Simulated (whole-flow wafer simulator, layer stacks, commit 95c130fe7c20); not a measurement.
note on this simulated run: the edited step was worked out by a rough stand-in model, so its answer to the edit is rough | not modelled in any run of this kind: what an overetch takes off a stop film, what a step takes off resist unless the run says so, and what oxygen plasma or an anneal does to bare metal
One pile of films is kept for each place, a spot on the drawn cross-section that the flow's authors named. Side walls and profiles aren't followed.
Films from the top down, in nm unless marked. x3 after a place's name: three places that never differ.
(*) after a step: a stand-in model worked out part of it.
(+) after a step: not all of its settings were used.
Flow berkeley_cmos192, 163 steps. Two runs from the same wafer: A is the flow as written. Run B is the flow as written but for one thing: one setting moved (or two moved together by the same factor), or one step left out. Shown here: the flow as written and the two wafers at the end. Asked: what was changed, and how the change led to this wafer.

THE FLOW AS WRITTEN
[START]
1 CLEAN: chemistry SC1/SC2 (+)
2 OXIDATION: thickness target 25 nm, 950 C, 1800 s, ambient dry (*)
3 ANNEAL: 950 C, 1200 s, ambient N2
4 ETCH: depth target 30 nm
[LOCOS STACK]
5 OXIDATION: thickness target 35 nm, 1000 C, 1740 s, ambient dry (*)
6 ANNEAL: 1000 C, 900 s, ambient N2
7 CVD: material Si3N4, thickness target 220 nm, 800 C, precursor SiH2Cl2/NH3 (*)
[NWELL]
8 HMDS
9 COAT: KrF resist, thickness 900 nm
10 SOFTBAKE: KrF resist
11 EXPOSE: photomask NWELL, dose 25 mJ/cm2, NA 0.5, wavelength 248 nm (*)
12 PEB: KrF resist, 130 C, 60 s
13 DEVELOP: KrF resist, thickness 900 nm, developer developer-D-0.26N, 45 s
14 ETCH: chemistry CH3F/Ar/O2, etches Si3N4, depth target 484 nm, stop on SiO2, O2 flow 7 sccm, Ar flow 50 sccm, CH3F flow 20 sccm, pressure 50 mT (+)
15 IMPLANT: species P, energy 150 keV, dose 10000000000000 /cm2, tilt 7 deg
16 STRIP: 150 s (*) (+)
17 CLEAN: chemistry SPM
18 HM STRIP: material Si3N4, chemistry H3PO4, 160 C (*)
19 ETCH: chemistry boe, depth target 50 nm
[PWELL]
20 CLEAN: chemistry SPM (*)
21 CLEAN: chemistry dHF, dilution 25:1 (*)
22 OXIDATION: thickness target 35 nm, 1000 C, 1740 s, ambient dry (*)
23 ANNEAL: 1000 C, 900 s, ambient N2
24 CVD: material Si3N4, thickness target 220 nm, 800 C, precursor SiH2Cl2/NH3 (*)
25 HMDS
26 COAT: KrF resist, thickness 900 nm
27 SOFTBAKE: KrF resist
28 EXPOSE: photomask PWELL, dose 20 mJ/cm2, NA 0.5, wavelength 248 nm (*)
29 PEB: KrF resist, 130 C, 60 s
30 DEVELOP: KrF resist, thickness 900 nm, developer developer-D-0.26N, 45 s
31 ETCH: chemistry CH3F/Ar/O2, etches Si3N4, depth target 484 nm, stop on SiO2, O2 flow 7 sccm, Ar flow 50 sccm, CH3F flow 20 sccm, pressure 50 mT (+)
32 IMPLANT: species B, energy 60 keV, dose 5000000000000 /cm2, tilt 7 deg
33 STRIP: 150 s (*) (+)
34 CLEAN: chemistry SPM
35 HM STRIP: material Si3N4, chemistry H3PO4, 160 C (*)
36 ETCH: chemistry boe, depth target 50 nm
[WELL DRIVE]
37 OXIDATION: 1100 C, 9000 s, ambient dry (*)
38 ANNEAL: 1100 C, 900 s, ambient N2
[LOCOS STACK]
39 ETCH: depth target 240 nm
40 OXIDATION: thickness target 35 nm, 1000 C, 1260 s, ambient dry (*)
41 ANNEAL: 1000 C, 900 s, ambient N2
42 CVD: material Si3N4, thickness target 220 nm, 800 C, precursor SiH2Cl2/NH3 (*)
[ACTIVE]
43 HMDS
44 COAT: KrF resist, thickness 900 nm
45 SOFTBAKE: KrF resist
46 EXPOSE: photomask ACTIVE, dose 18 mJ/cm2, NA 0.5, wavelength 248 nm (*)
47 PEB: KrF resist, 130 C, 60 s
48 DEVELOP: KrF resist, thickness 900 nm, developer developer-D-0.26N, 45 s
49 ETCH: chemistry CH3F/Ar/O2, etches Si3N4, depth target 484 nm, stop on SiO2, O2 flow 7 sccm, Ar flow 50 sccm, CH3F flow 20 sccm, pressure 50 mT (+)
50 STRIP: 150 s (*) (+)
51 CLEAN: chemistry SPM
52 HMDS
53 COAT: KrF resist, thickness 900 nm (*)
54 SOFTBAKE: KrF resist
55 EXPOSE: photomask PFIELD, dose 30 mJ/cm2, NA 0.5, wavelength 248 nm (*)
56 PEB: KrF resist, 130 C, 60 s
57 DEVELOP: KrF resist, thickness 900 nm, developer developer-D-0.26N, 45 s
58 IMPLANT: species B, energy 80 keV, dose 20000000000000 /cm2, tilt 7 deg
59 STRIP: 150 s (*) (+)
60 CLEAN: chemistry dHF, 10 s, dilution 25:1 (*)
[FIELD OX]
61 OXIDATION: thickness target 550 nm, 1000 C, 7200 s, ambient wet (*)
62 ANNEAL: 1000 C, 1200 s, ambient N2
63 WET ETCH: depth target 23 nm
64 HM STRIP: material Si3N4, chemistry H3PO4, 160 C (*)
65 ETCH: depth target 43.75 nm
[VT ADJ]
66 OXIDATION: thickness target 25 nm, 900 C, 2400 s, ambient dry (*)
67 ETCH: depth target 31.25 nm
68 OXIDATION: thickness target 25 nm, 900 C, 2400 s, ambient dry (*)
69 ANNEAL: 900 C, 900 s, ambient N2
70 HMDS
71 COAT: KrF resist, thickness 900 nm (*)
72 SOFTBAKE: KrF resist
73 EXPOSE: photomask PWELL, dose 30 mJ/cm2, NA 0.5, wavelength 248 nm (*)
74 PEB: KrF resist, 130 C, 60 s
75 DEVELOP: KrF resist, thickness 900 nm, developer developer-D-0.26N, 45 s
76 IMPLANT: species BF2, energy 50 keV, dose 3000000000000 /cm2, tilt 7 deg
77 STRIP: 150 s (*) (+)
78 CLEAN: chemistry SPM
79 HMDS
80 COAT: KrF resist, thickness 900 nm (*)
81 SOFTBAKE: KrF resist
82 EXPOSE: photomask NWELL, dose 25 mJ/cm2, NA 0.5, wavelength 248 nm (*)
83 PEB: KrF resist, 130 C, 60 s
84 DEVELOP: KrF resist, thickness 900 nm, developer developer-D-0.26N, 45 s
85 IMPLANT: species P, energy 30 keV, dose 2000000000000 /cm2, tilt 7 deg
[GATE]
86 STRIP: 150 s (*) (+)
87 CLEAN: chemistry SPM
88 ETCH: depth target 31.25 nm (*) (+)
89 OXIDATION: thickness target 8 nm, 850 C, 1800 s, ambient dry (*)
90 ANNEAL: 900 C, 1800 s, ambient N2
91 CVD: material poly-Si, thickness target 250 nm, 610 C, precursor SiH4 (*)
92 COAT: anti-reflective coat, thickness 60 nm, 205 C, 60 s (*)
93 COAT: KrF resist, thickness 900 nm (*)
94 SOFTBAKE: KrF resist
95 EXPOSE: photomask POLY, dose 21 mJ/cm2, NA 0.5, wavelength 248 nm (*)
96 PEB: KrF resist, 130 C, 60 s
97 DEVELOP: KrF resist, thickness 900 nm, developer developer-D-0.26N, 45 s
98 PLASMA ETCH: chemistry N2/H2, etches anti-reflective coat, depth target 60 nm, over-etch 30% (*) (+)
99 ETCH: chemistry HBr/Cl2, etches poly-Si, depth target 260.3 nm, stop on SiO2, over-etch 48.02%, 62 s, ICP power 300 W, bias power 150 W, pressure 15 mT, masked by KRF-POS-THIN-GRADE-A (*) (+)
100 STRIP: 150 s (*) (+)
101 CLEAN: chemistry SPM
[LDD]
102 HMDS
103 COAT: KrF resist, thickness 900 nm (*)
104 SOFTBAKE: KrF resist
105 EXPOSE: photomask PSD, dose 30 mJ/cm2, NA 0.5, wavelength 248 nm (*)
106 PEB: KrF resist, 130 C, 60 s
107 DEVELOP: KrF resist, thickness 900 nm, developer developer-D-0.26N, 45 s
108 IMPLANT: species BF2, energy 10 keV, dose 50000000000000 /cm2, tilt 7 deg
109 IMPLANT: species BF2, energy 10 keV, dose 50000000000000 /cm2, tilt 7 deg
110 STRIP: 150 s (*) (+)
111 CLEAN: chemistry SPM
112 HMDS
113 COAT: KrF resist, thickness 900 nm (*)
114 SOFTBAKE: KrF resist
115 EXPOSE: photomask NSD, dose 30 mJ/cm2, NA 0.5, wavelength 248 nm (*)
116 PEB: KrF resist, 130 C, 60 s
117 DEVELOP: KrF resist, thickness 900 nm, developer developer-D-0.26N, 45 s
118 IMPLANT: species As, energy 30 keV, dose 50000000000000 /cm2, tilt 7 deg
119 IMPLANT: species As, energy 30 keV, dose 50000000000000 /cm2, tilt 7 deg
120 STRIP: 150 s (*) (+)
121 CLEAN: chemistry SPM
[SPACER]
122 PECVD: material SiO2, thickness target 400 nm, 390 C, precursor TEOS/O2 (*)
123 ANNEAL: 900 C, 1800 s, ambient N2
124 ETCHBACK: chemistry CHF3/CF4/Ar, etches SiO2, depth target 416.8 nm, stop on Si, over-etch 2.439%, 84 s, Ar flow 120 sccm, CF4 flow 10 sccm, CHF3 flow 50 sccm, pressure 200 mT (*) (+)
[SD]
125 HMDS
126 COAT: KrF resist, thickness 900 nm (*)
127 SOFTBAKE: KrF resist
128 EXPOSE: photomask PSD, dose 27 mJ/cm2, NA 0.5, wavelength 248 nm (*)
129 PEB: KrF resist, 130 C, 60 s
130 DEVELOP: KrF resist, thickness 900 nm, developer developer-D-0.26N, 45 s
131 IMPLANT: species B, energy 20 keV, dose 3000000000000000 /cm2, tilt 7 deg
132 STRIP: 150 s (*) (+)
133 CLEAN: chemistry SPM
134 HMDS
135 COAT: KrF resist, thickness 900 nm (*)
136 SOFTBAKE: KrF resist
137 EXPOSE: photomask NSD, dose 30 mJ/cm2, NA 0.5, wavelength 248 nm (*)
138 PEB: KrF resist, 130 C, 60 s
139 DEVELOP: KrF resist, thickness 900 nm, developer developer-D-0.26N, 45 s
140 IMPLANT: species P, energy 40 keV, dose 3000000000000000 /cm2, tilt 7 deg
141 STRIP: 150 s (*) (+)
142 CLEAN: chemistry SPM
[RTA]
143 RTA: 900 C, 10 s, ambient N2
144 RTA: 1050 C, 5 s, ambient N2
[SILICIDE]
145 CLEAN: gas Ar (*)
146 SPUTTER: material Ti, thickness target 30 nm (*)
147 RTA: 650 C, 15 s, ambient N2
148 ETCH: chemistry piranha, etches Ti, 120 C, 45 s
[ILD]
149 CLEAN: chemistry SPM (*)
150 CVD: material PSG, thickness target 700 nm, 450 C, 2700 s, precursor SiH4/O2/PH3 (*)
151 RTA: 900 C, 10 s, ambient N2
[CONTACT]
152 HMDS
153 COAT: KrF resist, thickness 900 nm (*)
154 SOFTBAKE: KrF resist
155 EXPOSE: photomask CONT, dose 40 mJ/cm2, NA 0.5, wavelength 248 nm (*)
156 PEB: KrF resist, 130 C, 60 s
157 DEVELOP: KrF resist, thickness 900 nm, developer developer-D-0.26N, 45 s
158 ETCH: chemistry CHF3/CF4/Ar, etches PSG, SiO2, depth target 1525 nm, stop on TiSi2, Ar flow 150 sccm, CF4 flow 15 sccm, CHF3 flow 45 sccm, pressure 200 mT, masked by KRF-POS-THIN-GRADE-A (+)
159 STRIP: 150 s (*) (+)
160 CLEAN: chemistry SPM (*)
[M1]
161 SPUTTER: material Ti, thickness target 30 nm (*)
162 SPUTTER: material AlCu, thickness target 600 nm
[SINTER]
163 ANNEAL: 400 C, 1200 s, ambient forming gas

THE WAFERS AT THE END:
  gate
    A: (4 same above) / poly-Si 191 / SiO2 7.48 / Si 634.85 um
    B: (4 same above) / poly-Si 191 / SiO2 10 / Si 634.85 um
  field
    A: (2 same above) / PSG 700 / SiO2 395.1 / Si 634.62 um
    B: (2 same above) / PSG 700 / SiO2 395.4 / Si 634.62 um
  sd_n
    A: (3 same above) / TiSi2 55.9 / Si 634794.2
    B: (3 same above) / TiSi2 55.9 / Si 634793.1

The cause: step 89, OXIDATION: 2880 s was run, where the flow has 1800 s.

How the change led to this, step by step:
  89 OXIDATION: thickness target 8 nm, 850 C, 1800 s, ambient dry (*)
      sd_n, spacer_n, gate, sd_p, spacer_p, gate_p, contact, m1: A SiO2 +7.48 (new film), Si -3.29 | B SiO2 +10 (new film), Si -4.4
